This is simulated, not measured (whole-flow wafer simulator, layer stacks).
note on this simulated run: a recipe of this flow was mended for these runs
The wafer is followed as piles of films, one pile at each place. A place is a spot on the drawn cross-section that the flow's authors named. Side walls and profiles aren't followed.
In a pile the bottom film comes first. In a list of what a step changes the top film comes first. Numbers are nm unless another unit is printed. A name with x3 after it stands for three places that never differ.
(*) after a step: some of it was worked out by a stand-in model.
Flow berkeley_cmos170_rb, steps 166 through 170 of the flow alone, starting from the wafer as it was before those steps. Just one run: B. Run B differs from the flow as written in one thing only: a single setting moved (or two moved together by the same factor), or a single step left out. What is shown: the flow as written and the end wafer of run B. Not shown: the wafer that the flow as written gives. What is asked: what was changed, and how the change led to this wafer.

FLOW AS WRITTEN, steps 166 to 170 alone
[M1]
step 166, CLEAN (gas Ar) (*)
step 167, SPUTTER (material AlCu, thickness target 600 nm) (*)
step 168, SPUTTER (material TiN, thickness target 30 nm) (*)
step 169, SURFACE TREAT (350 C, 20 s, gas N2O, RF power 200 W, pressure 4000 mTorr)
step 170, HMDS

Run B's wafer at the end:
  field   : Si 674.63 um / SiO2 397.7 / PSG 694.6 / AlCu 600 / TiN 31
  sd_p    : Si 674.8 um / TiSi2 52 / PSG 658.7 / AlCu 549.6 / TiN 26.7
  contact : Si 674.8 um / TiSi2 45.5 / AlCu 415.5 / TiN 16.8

What caused this: step 168, SPUTTER: thickness target 31 nm was run, though the flow has thickness target 30 nm.
One can read it off the wafer: field has TiN 31, and step 168 as written asks for 30 nm.

How this came from the change, step by step:
  step 168, SPUTTER (material TiN, thickness target 30 nm) (*)
      field, sd_n, spacer_n, gate, spacer_p, gate_p, m1: +31 TiN (new film) (in the flow as written it would be: +30 TiN (new film))
      sd_p: +26.7 TiN (new film) (in the flow as written it would be: +25.8 TiN (new film))
